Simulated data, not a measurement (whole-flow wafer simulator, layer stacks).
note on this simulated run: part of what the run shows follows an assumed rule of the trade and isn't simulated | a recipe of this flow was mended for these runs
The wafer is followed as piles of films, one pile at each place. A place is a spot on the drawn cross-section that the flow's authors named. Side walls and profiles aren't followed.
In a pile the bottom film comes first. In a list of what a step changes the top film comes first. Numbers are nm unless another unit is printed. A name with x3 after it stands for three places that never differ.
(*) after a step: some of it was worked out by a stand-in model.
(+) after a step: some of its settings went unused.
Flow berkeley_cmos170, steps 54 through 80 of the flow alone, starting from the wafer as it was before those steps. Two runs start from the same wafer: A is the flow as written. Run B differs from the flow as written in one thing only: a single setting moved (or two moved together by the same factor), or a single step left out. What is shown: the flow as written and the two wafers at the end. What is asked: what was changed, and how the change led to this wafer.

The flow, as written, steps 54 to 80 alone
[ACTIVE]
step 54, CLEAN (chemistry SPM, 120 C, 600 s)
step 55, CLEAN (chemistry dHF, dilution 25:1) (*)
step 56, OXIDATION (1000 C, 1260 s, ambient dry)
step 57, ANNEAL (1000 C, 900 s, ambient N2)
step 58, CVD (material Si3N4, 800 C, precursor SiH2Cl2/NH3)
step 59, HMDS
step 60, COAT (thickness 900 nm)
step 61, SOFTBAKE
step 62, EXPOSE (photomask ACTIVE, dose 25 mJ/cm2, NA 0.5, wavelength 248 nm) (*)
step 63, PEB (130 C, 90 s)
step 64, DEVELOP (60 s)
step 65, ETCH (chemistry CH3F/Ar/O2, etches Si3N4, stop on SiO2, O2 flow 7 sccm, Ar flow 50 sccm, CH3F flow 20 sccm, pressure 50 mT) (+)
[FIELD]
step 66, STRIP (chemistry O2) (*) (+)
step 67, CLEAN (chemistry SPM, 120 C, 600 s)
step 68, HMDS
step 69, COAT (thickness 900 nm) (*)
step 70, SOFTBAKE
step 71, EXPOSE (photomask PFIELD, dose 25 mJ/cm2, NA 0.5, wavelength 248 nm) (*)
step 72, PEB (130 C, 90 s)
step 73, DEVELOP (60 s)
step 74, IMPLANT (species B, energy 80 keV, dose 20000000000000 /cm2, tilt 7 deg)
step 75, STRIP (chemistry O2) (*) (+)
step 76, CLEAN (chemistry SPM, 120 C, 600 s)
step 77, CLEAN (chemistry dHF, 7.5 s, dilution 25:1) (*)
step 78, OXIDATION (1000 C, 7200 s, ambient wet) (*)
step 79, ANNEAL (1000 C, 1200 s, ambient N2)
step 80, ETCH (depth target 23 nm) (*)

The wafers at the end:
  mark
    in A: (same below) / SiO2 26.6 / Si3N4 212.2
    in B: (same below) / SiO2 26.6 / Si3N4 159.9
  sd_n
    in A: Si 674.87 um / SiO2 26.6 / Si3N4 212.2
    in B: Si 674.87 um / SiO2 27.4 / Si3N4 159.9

The reason: step 58, CVD: 777 C was run, whereas the flow has 800 C.

Step by step, how the change led to this:
  step 58, CVD (material Si3N4, 800 C, precursor SiH2Cl2/NH3)
      field, mark, sd_n and 10 more: A +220 Si3N4 (new film) | B +167.7 Si3N4 (new film)
  step 65, ETCH (chemistry CH3F/Ar/O2, etches Si3N4, stop on SiO2, O2 flow 7 sccm, Ar flow 50 sccm, CH3F flow 20 sccm, pressure 50 mT) (+)
      mark, sd_n, spacer_n and 9 more: A -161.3 KrF-resist | B -126.5 KrF-resist
      field: A -220 Si3N4 (all of it), -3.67 SiO2 | B -167.7 Si3N4 (all of it), -3.67 SiO2
  step 66, STRIP (chemistry O2) (*) (+)
      mark, sd_n, spacer_n and 9 more: A -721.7 KrF-resist (all of it) | B -756.6 KrF-resist (all of it)
  step 69, COAT (thickness 900 nm) (*)
      sd_n: A +784.1 KrF-resist (new film) | B +810.1 KrF-resist (new film)
      spacer_n: A +820.2 KrF-resist (new film) | B +838.2 KrF-resist (new film)
      (and at 6 other places as well)
  step 75, STRIP (chemistry O2) (*) (+)
      sd_n: A -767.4 KrF-resist (all of it) | B -793.4 KrF-resist (all of it)
      spacer_n: A -803.4 KrF-resist (all of it) | B -821.4 KrF-resist (all of it)
      (and at 7 other places as well)
  step 78, OXIDATION (1000 C, 7200 s, ambient wet) (*)
      sd_n, sd_p: A +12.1 SiO2 (new film), -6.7 Si3N4, +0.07 SiO2, -0.07 Si | B +12.1 SiO2 (new film), -6.7 Si3N4, +0.86 SiO2, -0.39 Si
